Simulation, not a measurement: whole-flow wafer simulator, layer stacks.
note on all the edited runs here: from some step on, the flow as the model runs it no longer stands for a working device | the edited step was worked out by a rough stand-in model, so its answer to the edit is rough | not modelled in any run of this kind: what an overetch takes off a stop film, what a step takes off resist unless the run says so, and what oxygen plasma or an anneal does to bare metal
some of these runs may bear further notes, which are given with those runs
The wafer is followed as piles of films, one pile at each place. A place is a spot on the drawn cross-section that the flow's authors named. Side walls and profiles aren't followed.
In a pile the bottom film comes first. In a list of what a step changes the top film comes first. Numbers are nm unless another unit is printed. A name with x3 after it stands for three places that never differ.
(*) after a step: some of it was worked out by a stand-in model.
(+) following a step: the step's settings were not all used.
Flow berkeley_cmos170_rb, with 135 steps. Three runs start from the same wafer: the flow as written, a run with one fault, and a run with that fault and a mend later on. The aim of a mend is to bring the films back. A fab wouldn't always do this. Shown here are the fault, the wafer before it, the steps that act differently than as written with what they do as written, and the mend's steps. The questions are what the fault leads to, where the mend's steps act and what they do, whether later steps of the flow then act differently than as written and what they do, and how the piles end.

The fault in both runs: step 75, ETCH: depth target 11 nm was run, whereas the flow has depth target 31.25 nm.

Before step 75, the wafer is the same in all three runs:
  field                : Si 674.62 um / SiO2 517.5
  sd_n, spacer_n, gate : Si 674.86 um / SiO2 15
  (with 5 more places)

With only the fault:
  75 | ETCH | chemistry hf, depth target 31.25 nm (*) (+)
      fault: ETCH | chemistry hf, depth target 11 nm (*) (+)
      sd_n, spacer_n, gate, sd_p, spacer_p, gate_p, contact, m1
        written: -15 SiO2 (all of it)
        fault: -11 SiO2
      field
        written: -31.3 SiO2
        fault: -11 SiO2
  Steps further on in the flow that do not act as written (not shown: 22 more steps that differ only slightly, by at most 2% or 0.5 nm, whichever is larger):
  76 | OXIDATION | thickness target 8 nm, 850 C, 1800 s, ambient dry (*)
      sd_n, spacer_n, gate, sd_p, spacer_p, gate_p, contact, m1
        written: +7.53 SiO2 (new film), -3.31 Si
        fault: +5.44 SiO2, -2.39 Si
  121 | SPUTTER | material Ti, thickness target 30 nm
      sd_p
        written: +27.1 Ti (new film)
        fault: +25.5 Ti (new film)
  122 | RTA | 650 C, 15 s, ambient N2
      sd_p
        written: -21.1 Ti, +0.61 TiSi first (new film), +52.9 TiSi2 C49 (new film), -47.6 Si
        fault: -19.9 Ti, +50.5 TiSi2 C49 (new film), -45.1 Si
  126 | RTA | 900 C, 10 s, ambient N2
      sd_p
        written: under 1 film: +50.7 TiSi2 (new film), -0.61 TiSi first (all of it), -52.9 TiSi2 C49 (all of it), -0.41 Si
        fault: under 1 film: +47.6 TiSi2 (new film), -50.5 TiSi2 C49 (all of it)
  The piles end different from the flow's at gate, sd_p, gate_p by more than 2% or 0.5 nm, whichever is larger.
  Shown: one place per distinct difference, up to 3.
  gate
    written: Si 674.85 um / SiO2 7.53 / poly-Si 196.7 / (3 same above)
    fault: Si 674.85 um / SiO2 9.48 / poly-Si 196.7 / (3 same above)
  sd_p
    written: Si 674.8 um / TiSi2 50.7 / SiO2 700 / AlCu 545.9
    fault: Si 674.81 um / TiSi2 47.6 / SiO2 700 / AlCu 540.5

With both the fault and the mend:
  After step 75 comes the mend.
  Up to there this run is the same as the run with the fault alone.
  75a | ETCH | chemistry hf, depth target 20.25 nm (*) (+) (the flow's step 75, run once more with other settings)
      sd_n, spacer_n, gate, sd_p, spacer_p, gate_p, contact, m1
        -4.04 SiO2 (all of it)
      field
        -20.2 SiO2
  None of the later steps of the flow differs from how it acts as written, at any place that is followed, by more than 2% or 0.5 nm, whichever is larger.
  The piles end the same as the flow's at every place that both follow.
